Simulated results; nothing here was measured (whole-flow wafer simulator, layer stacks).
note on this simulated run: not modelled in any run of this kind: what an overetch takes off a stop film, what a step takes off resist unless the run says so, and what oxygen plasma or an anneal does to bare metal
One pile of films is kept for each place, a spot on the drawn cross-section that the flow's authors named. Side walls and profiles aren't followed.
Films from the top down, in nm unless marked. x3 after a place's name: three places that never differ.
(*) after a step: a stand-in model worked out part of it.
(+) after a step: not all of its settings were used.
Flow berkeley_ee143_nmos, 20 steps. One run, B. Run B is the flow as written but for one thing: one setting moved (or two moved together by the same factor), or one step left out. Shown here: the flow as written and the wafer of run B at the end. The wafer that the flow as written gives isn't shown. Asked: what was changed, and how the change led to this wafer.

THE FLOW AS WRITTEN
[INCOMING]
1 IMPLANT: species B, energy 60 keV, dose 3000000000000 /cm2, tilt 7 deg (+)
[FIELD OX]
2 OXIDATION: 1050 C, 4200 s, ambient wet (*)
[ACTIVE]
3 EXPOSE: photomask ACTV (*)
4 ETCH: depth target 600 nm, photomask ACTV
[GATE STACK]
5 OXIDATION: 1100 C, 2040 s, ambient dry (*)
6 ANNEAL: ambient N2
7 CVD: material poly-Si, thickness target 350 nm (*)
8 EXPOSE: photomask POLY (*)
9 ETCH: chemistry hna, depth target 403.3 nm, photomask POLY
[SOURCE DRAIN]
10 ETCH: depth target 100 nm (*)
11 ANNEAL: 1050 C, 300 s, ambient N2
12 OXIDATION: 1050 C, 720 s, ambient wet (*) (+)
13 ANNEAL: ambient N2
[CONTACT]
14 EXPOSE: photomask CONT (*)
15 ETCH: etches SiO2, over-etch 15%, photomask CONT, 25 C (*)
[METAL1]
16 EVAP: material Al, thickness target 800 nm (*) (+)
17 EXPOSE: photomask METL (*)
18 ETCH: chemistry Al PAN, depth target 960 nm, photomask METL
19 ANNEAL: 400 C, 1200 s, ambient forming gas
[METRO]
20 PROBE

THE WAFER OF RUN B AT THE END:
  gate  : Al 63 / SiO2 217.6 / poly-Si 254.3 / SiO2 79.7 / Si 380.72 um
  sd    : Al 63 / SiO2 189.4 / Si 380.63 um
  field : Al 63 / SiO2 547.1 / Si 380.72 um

The cause: step 18, ETCH: depth target 737 nm was run, where the flow has depth target 960 nm.

How the change led to this, step by step:
  18 ETCH: chemistry Al PAN, depth target 960 nm, photomask METL
      gate, sd, field: Al -737 (as written it would be: Al -800 (all of it))
Counting metal films that touch as one body, gate has 1 body; the flow as written gives 0 bodies.
Counting metal films that touch as one body, sd has 1 body; the flow as written gives 0 bodies.
Counting metal films that touch as one body, field has 1 body; the flow as written gives 0 bodies.
